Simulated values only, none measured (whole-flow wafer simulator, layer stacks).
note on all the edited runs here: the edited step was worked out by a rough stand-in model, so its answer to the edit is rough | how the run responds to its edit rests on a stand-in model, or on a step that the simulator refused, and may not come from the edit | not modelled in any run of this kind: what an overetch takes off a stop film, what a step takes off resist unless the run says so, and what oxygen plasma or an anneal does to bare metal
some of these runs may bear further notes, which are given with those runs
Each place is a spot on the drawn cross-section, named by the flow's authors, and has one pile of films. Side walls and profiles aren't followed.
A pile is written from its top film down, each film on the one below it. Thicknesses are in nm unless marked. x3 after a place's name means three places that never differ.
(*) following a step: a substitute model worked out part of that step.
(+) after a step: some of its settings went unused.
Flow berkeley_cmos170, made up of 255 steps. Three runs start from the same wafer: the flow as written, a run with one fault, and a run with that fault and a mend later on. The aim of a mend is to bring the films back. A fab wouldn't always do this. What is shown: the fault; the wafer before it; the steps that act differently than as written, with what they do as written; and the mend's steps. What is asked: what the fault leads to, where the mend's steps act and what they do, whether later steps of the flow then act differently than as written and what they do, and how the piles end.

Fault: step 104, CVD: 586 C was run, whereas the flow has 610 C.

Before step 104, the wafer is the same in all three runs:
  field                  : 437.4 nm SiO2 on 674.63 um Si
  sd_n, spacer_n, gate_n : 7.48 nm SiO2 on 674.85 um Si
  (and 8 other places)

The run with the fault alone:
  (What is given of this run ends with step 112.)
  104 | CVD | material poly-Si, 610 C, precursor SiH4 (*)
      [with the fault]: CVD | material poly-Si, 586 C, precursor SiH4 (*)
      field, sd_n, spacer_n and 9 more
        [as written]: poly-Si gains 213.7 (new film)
        [with the fault]: poly-Si gains 128.9 (new film)
  Steps later in the flow that act otherwise than as written (not shown: 3 more steps that differ only slightly, by at most 2% or 0.5 nm, whichever is larger):
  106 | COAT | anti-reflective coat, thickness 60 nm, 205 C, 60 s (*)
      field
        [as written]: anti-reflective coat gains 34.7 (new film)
        [with the fault]: anti-reflective coat gains 33.8 (new film)
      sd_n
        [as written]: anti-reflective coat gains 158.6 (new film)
        [with the fault]: anti-reflective coat gains 154.7 (new film)
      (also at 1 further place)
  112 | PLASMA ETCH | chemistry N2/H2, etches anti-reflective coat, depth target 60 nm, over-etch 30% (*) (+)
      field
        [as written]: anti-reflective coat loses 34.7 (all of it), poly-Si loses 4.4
        [with the fault]: anti-reflective coat loses 33.8 (all of it), poly-Si loses 4.29
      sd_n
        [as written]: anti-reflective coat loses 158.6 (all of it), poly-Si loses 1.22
        [with the fault]: anti-reflective coat loses 154.7 (all of it), poly-Si loses 1.19
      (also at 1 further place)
  Once step 112 is done, the piles at field, sd_n, spacer_n and 9 more depart from the flow's by more than 2% or 0.5 nm, whichever is larger.
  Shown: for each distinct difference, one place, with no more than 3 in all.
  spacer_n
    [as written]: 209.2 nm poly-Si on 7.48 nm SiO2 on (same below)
    [with the fault]: 124.5 nm poly-Si on 7.48 nm SiO2 on (same below)
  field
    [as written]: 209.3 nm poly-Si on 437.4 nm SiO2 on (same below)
    [with the fault]: 124.6 nm poly-Si on 437.4 nm SiO2 on (same below)
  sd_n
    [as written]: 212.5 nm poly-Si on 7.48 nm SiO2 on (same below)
    [with the fault]: 127.7 nm poly-Si on 7.48 nm SiO2 on (same below)

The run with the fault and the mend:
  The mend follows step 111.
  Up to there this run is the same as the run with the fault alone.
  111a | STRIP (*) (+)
      field
        chemical SiO2 gains 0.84 (new film), anti-reflective coat loses 33.8 (all of it), poly-Si loses 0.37
      sd_n
        chemical SiO2 gains 0.84 (new film), anti-reflective coat loses 154.7 (all of it), poly-Si loses 0.37
      spacer_n
        chemical SiO2 gains 0.84 (new film), anti-reflective coat loses 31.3 (all of it), poly-Si loses 0.37
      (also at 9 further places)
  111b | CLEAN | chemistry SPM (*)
      alters no film at any place that is followed
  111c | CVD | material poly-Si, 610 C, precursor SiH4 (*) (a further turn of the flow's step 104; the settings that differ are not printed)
      field, sd_n, spacer_n and 9 more
        poly-Si gains 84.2 (new film)
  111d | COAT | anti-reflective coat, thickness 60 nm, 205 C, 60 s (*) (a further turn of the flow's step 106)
      field
        anti-reflective coat gains 34.7 (new film)
      sd_n
        anti-reflective coat gains 158.6 (new film)
      spacer_n
        anti-reflective coat gains 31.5 (new film)
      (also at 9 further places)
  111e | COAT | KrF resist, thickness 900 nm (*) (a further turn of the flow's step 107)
      field
        KrF resist gains 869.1 (new film)
      sd_n
        KrF resist gains 903.9 (new film)
      spacer_n
        KrF resist gains 1024.8 (new film)
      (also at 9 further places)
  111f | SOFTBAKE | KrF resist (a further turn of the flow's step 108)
      alters no film at any place that is followed
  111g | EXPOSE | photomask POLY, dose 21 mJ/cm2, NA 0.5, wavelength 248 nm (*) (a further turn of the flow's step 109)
      alters no film at any place that is followed
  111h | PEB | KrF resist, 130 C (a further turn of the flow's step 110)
      spacer_p, gate_p
        KrF resist loses 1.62
      contact, m1
        KrF resist loses 1.55
      field
        KrF resist loses 1.38
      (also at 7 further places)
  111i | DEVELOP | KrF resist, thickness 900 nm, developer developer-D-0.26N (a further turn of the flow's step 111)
      gate_n, gate_p
        KrF resist loses 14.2
      field
        KrF resist loses 867.7 (all of it)
      sd_n
        KrF resist loses 902.5 (all of it)
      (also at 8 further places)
  Steps later in the flow that act otherwise than as written (not shown: 26 more steps that differ only slightly, by at most 2% or 0.5 nm, whichever is larger):
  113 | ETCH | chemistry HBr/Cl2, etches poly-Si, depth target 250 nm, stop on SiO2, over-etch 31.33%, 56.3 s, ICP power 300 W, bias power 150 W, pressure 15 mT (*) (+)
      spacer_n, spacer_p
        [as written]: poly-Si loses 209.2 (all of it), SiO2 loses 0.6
        [with the mend]: poly-Si loses 79.8 (all of it), chemical SiO2 loses 0.84 (all of it), poly-Si loses 128.5 (all of it), SiO2 loses 0.55
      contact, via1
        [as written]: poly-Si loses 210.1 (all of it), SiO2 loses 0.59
        [with the mend]: poly-Si loses 80.6 (all of it), chemical SiO2 loses 0.84 (all of it), poly-Si loses 128.5 (all of it), SiO2 loses 0.54
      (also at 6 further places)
  By the end, the piles at gate_n, gate_p depart from the flow's by more than 2% or 0.5 nm, whichever is larger.
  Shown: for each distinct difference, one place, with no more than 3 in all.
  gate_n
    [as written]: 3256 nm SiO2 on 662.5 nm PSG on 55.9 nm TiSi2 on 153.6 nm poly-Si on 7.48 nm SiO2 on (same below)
    [with the mend]: 3256.1 nm SiO2 on 662.5 nm PSG on 55.9 nm TiSi2 on 24.1 nm poly-Si on 0.84 nm chemical SiO2 on 128.5 nm poly-Si on 7.48 nm SiO2 on (same below)
